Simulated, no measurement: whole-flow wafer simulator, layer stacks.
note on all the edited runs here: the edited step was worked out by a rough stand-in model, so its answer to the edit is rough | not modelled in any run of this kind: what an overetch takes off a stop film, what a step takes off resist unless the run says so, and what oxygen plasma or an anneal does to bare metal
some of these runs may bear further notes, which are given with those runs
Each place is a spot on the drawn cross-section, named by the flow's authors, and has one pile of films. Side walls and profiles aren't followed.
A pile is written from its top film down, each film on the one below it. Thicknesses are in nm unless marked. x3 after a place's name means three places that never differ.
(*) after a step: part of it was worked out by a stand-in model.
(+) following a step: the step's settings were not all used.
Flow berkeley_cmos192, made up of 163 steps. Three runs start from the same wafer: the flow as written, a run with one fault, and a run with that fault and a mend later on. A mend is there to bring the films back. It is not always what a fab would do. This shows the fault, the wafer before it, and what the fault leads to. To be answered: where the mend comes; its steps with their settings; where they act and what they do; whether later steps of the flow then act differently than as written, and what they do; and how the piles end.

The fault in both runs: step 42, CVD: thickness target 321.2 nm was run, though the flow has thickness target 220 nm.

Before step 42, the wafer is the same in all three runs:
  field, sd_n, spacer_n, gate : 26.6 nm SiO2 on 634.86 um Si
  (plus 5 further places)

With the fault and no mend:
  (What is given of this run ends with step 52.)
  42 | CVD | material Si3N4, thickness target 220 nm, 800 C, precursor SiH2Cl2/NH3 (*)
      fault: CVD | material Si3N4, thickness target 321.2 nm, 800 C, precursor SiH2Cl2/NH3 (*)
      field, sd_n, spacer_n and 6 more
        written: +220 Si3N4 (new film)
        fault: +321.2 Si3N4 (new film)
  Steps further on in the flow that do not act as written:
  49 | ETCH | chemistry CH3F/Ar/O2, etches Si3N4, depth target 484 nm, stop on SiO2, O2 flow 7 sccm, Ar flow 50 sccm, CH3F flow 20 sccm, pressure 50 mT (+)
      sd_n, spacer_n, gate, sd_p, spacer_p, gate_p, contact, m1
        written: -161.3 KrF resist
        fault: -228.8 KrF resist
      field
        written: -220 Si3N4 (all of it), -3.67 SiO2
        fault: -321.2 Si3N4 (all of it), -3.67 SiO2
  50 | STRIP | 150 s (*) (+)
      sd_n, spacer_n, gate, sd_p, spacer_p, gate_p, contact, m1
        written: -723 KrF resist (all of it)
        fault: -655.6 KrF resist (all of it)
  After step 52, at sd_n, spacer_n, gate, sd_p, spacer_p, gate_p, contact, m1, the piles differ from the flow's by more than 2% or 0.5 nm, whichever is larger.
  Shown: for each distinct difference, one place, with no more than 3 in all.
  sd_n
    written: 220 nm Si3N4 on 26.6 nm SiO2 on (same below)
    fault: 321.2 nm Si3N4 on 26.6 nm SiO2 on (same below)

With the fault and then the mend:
  The mend stands after step 42.
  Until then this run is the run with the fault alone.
  42a | ETCH | chemistry h3po4, depth target 369.4 nm
      field, sd_n, spacer_n and 6 more
        -321.2 Si3N4 (all of it)
  42b | CLEAN | chemistry SPM (the flow's step 34, run once more)
      alters no film at any place that is followed
  42c | CVD | material Si3N4, thickness target 220 nm, 800 C, precursor SiH2Cl2/NH3 (*) (the flow's step 42, run once more)
      field, sd_n, spacer_n and 6 more
        +220 Si3N4 (new film)
  Every later step of the flow that is run acts as written at every place that is followed.
  At every place that both follow, the piles at the end match the flow's.
